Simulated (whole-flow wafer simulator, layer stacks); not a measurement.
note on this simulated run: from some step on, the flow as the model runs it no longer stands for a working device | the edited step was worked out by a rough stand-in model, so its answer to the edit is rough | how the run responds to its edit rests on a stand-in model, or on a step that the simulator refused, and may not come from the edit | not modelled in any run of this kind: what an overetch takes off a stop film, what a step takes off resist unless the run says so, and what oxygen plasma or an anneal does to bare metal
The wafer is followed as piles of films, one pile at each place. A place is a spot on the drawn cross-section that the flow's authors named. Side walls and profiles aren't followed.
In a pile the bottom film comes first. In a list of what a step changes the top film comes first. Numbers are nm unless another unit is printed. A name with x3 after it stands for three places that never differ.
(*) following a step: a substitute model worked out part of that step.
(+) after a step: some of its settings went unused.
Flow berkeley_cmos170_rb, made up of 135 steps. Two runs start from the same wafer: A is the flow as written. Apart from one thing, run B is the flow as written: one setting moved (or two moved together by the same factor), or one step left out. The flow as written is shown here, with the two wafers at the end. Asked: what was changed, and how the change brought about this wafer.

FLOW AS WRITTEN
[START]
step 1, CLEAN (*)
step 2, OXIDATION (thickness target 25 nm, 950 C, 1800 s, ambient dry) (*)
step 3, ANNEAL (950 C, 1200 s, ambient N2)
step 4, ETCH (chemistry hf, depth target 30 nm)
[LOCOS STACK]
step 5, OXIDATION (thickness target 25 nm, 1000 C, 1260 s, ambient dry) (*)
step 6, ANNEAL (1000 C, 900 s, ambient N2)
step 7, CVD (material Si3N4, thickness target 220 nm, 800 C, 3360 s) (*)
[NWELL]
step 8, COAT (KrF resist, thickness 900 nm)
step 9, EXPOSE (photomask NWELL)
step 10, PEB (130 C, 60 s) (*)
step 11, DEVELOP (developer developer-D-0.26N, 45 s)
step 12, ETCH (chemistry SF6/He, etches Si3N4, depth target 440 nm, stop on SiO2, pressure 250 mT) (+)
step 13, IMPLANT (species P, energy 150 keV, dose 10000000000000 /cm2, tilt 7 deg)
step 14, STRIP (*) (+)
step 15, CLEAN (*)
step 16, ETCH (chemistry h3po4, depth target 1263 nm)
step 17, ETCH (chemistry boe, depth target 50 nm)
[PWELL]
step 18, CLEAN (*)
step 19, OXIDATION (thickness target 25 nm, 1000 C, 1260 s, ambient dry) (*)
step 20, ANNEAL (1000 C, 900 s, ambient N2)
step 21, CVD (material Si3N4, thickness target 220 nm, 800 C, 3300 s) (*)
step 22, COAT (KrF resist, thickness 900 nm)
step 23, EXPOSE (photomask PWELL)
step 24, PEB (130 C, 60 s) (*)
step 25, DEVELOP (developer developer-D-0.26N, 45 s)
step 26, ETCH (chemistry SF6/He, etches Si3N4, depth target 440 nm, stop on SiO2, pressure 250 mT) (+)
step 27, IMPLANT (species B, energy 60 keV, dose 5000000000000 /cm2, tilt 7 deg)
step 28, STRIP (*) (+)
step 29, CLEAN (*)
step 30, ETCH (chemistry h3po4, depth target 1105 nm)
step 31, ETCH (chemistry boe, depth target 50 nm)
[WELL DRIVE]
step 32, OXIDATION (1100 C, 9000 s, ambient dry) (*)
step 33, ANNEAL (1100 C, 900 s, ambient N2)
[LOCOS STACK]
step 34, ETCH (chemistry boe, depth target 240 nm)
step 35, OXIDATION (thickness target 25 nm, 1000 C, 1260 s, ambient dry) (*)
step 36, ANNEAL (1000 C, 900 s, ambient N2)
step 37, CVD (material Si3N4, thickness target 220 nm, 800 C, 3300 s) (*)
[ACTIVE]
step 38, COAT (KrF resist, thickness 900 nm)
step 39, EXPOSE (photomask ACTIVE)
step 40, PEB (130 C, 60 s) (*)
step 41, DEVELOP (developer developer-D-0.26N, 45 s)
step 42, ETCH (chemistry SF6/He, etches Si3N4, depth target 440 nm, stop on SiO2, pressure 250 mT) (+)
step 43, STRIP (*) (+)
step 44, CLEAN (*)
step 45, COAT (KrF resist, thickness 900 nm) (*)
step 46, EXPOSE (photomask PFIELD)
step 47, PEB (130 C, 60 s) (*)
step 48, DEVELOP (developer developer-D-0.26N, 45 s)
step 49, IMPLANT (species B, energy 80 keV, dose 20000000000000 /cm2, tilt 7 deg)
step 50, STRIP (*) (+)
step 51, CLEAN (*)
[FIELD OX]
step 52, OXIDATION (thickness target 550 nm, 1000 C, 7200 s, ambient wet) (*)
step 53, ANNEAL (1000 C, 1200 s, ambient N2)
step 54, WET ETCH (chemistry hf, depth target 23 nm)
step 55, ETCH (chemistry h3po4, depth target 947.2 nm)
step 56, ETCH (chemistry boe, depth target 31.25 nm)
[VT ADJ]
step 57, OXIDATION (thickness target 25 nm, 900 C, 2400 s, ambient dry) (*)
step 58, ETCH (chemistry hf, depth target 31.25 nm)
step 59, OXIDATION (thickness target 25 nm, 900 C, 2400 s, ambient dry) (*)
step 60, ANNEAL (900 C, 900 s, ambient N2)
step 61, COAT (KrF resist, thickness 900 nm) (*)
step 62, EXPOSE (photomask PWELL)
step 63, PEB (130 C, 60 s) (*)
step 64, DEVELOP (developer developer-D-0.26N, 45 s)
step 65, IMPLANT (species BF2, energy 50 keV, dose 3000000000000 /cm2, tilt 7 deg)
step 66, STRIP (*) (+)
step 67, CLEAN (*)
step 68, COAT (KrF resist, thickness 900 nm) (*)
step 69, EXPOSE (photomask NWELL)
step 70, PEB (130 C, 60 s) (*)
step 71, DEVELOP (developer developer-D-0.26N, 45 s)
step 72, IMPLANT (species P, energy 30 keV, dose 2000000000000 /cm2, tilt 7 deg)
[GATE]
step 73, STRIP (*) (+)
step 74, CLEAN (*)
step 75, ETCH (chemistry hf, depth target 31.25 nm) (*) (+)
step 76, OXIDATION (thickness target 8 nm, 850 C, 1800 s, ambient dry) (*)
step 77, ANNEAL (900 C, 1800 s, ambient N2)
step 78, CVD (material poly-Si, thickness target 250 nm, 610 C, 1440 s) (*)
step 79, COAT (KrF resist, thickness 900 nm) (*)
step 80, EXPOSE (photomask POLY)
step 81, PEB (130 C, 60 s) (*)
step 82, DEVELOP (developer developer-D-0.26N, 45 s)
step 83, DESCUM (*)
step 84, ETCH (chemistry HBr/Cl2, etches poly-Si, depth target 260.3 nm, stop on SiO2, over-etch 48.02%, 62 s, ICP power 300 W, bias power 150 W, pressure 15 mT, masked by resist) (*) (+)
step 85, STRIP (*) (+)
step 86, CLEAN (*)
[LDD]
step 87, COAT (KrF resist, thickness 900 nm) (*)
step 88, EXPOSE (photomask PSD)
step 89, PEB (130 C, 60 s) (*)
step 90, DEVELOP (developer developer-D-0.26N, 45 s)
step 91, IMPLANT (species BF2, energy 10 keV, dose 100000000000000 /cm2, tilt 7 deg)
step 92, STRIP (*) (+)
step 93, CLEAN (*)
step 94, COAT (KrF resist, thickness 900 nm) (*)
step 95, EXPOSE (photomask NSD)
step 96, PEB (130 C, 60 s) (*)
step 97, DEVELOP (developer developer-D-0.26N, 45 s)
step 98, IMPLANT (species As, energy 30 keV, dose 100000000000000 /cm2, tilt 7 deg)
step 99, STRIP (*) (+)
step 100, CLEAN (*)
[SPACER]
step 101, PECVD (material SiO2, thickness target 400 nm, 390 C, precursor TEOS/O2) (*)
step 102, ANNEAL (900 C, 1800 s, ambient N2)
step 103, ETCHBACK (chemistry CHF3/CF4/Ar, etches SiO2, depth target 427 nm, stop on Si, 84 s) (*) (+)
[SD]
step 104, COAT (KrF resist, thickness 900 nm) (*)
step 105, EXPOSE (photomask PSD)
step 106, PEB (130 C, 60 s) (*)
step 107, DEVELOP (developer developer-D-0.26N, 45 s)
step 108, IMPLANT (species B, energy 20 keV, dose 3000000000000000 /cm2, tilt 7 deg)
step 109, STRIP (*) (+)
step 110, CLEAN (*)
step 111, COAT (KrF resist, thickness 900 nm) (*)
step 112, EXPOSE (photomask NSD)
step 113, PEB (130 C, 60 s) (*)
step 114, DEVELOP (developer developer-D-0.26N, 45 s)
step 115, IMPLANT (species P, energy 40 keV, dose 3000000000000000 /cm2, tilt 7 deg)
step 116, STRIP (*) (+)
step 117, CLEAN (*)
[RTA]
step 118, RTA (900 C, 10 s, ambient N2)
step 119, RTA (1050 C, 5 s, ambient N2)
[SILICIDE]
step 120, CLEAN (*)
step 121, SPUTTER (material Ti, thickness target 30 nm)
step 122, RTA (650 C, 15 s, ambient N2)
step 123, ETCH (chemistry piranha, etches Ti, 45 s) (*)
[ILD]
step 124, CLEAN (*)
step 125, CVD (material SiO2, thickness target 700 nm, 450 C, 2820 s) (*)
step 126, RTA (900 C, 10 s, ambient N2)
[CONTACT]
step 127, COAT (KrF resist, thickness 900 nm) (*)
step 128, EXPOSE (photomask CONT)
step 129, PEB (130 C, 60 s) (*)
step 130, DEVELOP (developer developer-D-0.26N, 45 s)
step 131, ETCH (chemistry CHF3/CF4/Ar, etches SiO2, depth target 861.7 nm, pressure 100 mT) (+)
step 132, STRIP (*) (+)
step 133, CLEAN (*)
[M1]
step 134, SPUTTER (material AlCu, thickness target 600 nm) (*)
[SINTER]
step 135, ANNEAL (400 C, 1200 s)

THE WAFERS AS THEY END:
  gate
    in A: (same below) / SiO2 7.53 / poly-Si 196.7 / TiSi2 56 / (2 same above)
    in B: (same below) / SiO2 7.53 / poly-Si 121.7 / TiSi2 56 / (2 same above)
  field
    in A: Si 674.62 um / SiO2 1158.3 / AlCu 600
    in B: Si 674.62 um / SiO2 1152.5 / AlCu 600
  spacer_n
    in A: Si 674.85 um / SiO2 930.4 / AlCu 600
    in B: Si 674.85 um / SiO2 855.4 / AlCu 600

Cause: step 78, CVD: thickness target 175 nm was run, whereas the flow has thickness target 250 nm.

Step by step, how the change led to this:
  step 78, CVD (material poly-Si, thickness target 250 nm, 610 C, 1440 s) (*)
      field, sd_n, spacer_n and 6 more: A +250 poly-Si (new film) | B +175 poly-Si (new film)
  step 84, ETCH (chemistry HBr/Cl2, etches poly-Si, depth target 260.3 nm, stop on SiO2, over-etch 48.02%, 62 s, ICP power 300 W, bias power 150 W, pressure 15 mT, masked by resist) (*) (+)
      field, sd_n, spacer_n, sd_p, spacer_p, contact, m1: A -250 poly-Si (all of it), -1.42 SiO2 | B -175 poly-Si (all of it), -7.19 SiO2
  step 87, COAT (KrF resist, thickness 900 nm) (*)
      gate: A +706 KrF resist (new film) | B +765 KrF resist (new film)
      gate_p: A +706.3 KrF resist (new film) | B +765.4 KrF resist (new film)
  step 90, DEVELOP (developer developer-D-0.26N, 45 s)
      gate_p: A -706.3 KrF resist (all of it) | B -765.4 KrF resist (all of it)
  step 92, STRIP (*) (+)
      gate: A -691.8 KrF resist (all of it) | B -750.8 KrF resist (all of it)
  step 94, COAT (KrF resist, thickness 900 nm) (*)
      gate: A +706 KrF resist (new film) | B +765 KrF resist (new film)
      gate_p: A +706.3 KrF resist (new film) | B +765.4 KrF resist (new film)
  step 97, DEVELOP (developer developer-D-0.26N, 45 s)
      gate: A -706 KrF resist (all of it) | B -765 KrF resist (all of it)
  step 99, STRIP (*) (+)
      gate_p: A -692.1 KrF resist (all of it) | B -751.1 KrF resist (all of it)
  step 103, ETCHBACK (chemistry CHF3/CF4/Ar, etches SiO2, depth target 427 nm, stop on Si, 84 s) (*) (+)
      spacer_n: A -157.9 SiO2 | B -230.5 SiO2
      spacer_p: A -157.9 SiO2 | B -230.4 SiO2
  step 104, COAT (KrF resist, thickness 900 nm) (*)
      spacer_n: A +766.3 KrF resist (new film) | B +825.8 KrF resist (new film)
      gate: A +742.1 KrF resist (new film) | B +800.3 KrF resist (new film)
      (also at 2 further places)
  step 107, DEVELOP (developer developer-D-0.26N, 45 s)
      spacer_p: A -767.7 KrF resist (all of it) | B -827.6 KrF resist (all of it)
      gate_p: A -743.2 KrF resist (all of it) | B -801.7 KrF resist (all of it)
  step 109, STRIP (*) (+)
      spacer_n: A -752.1 KrF resist (all of it) | B -811.6 KrF resist (all of it)
      gate: A -727.9 KrF resist (all of it) | B -786.1 KrF resist (all of it)
  step 111, COAT (KrF resist, thickness 900 nm) (*)
      spacer_n: A +766.3 KrF resist (new film) | B +825.8 KrF resist (new film)
      gate: A +742.1 KrF resist (new film) | B +800.3 KrF resist (new film)
      (also at 2 further places)
  step 114, DEVELOP (developer developer-D-0.26N, 45 s)
      spacer_n: A -766.3 KrF resist (all of it) | B -825.8 KrF resist (all of it)
      gate: A -742.1 KrF resist (all of it) | B -800.3 KrF resist (all of it)
  step 116, STRIP (*) (+)
      spacer_p: A -753.5 KrF resist (all of it) | B -813.4 KrF resist (all of it)
      gate_p: A -729 KrF resist (all of it) | B -787.5 KrF resist (all of it)
  step 121, SPUTTER (material Ti, thickness target 30 nm)
      spacer_n, spacer_p: A +30 Ti (new film) | B +28.7 Ti (new film)
  ... 5 other steps ...
  step 134, SPUTTER (material AlCu, thickness target 600 nm) (*)
      sd_p: A +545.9 AlCu (new film) | B +566.4 AlCu (new film)
